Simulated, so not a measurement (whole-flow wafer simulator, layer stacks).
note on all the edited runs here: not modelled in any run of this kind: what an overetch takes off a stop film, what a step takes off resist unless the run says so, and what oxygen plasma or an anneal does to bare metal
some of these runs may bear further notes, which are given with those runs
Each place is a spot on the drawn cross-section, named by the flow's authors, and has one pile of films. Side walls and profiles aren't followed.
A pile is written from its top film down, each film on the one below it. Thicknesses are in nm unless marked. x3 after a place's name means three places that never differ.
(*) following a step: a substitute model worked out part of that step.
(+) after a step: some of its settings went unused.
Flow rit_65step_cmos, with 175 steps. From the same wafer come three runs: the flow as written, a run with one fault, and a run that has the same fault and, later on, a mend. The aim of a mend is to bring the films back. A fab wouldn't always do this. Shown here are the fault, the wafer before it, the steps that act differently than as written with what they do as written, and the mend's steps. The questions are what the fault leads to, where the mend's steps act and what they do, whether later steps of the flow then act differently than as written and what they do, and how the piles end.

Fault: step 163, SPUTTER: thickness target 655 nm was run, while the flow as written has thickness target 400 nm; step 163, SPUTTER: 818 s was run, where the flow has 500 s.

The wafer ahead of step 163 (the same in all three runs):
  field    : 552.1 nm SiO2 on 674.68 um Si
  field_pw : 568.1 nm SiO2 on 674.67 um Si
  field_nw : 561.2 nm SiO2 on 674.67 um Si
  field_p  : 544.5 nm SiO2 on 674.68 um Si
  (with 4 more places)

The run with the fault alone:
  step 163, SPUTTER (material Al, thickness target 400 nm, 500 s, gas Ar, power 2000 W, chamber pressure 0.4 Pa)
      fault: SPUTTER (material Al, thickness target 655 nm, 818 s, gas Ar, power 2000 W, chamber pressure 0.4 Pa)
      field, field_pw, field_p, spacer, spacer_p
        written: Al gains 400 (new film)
        fault: Al gains 655 (new film)
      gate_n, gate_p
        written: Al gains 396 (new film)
        fault: Al gains 579.3 (new film)
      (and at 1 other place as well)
  Steps later in the flow that act otherwise than as written:
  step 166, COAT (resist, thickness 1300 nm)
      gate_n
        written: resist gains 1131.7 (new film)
        fault: resist gains 1206.3 (new film)
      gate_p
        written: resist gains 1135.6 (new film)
        fault: resist gains 1209.5 (new film)
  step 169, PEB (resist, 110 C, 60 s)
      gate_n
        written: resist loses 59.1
        fault: resist loses 63.2
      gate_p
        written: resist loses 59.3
        fault: resist loses 63.4
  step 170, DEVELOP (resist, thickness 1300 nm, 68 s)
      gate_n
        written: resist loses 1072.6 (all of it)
        fault: resist loses 1143.1 (all of it)
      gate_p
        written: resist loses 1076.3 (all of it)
        fault: resist loses 1146.1 (all of it)
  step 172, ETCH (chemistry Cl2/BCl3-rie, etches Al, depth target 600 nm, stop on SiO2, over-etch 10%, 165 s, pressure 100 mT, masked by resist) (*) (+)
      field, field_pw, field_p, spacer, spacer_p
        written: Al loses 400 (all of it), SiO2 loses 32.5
        fault: Al loses 655 (all of it), SiO2 loses 0.62
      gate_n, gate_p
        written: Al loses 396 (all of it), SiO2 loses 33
        fault: Al loses 579.3 (all of it), SiO2 loses 10.1
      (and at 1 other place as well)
  By the end, the piles at field, field_pw, field_nw, field_p, gate_n, gate_p, spacer, spacer_p depart from the flow's by more than 2% or 0.5 nm, whichever is larger.
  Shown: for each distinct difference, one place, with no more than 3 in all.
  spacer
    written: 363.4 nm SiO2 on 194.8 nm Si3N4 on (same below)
    fault: 395.3 nm SiO2 on 194.8 nm Si3N4 on (same below)
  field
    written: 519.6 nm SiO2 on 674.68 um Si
    fault: 551.5 nm SiO2 on 674.68 um Si
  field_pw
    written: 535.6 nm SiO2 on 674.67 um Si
    fault: 567.5 nm SiO2 on 674.67 um Si

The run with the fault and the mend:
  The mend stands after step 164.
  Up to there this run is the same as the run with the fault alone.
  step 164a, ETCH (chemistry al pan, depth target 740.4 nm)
      field, field_pw, field_nw, field_p, spacer, spacer_p
        Al loses 655 (all of it)
      gate_n, gate_p
        Al loses 579.3 (all of it)
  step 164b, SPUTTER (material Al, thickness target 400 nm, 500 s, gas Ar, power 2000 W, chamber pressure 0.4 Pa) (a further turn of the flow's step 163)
      field, field_pw, field_p, spacer, spacer_p
        Al gains 400 (new film)
      gate_n, gate_p
        Al gains 396 (new film)
      field_nw
        Al gains 397.2 (new film)
  Every later step of the flow that is run acts as written at every place that is followed.
  The piles end the same as the flow's at every place that both follow.
